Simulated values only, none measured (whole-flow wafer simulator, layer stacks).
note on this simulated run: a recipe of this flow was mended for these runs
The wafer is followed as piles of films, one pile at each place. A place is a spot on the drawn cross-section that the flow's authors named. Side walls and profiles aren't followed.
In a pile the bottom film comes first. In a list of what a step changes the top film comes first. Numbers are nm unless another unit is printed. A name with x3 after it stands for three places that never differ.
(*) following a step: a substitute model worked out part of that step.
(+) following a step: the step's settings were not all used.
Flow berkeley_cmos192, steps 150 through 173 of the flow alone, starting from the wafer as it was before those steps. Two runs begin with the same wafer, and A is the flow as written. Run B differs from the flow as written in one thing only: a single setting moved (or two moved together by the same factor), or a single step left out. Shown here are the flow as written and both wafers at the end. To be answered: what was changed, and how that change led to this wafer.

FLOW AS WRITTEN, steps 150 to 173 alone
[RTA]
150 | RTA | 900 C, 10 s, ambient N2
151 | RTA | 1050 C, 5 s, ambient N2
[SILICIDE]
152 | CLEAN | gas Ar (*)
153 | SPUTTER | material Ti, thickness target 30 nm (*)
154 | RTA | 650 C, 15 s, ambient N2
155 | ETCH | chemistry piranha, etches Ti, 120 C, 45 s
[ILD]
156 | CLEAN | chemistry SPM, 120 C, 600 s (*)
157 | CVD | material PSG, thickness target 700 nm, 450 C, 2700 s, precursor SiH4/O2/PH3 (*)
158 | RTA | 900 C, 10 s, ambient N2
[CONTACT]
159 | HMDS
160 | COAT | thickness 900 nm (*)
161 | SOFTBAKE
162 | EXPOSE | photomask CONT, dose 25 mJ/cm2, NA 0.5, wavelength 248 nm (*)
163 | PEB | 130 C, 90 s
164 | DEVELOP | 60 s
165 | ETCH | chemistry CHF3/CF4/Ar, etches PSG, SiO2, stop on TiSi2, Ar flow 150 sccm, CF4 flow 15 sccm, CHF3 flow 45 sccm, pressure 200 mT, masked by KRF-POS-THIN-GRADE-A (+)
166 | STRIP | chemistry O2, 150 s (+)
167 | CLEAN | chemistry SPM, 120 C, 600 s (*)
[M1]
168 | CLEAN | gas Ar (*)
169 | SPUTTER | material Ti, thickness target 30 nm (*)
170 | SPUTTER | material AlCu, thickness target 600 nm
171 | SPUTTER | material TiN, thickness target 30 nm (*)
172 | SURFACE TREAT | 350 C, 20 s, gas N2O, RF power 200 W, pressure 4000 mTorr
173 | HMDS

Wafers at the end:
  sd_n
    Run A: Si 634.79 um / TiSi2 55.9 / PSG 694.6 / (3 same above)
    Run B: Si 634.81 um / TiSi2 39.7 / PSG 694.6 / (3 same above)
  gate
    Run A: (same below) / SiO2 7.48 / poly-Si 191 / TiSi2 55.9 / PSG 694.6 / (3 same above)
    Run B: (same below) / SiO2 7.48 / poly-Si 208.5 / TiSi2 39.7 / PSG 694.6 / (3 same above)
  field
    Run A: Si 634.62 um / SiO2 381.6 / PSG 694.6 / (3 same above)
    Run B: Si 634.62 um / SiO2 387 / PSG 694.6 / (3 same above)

The reason: step 152, CLEAN: gas Ar (*), was skipped.

How this came from the change, step by step:
  154 | RTA | 650 C, 15 s, ambient N2
      sd_n, contact, m1: A -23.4 Ti, +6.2 TiSi first (new film), +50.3 TiSi2 C49 (new film), -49 Si | B -17.8 Ti, +17.8 TiSi first (new film), +15.8 TiSi2 C49 (new film), -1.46 chemical SiO2 (all of it), -25.9 Si
      gate, gate_p: A -23.4 Ti, +6.2 TiSi first (new film), +50.3 TiSi2 C49 (new film), -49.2 poly-Si | B -17.8 Ti, +17.8 TiSi first (new film), +15.8 TiSi2 C49 (new film), -1.46 chemical SiO2 (all of it), -26 poly-Si
      (and at 1 other place as well)
  155 | ETCH | chemistry piranha, etches Ti, 120 C, 45 s
      sd_n, gate, gate_p, contact, m1: A -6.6 Ti (all of it), -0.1 TiSi first | B -12.2 Ti (all of it), -0.1 TiSi first
      sd_p: A -6.21 Ti (all of it), -0.1 TiSi first | B -10.4 Ti (all of it), -0.1 TiSi first
  158 | RTA | 900 C, 10 s, ambient N2
      sd_n, contact, m1: A under 1 film: +55.9 TiSi2 (new film), -6.09 TiSi first (all of it), -50.3 TiSi2 C49 (all of it), -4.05 Si | B under 1 film: +39.7 TiSi2 (new film), -17.7 TiSi first (all of it), -15.8 TiSi2 C49 (all of it), -11.8 Si
      gate, gate_p: A under 1 film: +55.9 TiSi2 (new film), -6.09 TiSi first (all of it), -50.3 TiSi2 C49 (all of it), -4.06 poly-Si | B under 1 film: +39.7 TiSi2 (new film), -17.7 TiSi first (all of it), -15.8 TiSi2 C49 (all of it), -11.8 poly-Si
      (and at 1 other place as well)
